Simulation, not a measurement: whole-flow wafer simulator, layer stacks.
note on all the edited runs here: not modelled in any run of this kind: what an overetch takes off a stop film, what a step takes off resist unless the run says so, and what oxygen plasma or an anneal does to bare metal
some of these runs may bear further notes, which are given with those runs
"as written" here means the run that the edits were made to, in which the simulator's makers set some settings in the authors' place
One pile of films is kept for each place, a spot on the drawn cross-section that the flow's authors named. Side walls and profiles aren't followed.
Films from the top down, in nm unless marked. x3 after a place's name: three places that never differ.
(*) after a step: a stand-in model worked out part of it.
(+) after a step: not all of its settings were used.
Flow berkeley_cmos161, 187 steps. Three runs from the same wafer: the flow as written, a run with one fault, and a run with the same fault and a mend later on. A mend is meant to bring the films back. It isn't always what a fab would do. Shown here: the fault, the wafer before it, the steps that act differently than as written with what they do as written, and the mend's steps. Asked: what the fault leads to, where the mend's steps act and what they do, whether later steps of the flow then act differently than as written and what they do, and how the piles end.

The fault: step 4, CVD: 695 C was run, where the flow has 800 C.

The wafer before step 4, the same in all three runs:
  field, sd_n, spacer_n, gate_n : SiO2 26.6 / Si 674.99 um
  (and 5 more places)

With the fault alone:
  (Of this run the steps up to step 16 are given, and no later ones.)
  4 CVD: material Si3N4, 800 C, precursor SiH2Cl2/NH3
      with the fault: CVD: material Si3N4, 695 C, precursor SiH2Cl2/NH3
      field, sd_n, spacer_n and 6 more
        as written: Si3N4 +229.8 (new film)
        with the fault: Si3N4 +41.6 (new film)
  Later steps of the flow that act differently than as written (1 more step differs only slightly, by at most 2% or 0.5 nm, whichever is larger, and isn't shown):
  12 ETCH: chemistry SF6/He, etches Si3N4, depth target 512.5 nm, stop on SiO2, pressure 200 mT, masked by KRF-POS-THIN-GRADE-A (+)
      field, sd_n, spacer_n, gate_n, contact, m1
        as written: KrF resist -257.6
        with the fault: KrF resist -53
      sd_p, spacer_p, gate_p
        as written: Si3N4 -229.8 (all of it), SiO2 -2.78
        with the fault: Si3N4 -41.6 (all of it), SiO2 -2.78
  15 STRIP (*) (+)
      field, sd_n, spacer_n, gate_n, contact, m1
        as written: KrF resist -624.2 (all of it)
        with the fault: KrF resist -828.6 (all of it)
  After step 16 the piles differ from the flow's by more than 2% or 0.5 nm, whichever is larger, at field, sd_n, spacer_n, gate_n, contact, m1.
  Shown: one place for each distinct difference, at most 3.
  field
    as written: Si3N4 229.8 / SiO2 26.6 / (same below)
    with the fault: Si3N4 41.6 / SiO2 26.6 / (same below)

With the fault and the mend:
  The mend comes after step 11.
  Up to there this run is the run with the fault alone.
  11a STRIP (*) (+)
      field, sd_n, spacer_n, gate_n, contact, m1
        KrF resist -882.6 (all of it)
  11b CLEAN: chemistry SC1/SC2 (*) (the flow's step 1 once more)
      changes no film at any place that is followed
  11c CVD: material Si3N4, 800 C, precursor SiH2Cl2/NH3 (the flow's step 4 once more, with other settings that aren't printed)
      field, sd_n, spacer_n and 6 more
        Si3N4 +188.2
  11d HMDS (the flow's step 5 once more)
      changes no film at any place that is followed
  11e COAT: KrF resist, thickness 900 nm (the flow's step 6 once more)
      field, sd_n, spacer_n and 6 more
        KrF resist +900 (new film)
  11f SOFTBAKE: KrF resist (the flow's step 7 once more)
      changes no film at any place that is followed
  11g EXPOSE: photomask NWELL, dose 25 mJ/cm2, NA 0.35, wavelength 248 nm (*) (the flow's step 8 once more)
      changes no film at any place that is followed
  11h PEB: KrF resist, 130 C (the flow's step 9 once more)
      field, sd_n, spacer_n and 6 more
        KrF resist -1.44
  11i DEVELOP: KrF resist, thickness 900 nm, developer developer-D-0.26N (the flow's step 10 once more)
      field, sd_n, spacer_n, gate_n, contact, m1
        KrF resist -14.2
      sd_p, spacer_p, gate_p
        KrF resist -898.6 (all of it)
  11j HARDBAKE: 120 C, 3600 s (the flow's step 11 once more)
      field, sd_n, spacer_n, gate_n, contact, m1
        KrF resist -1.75
  No later step of the flow acts differently than as written, at any place that is followed, by more than 2% or 0.5 nm, whichever is larger.
  At the end the piles are the same as the flow's at every place that both follow.
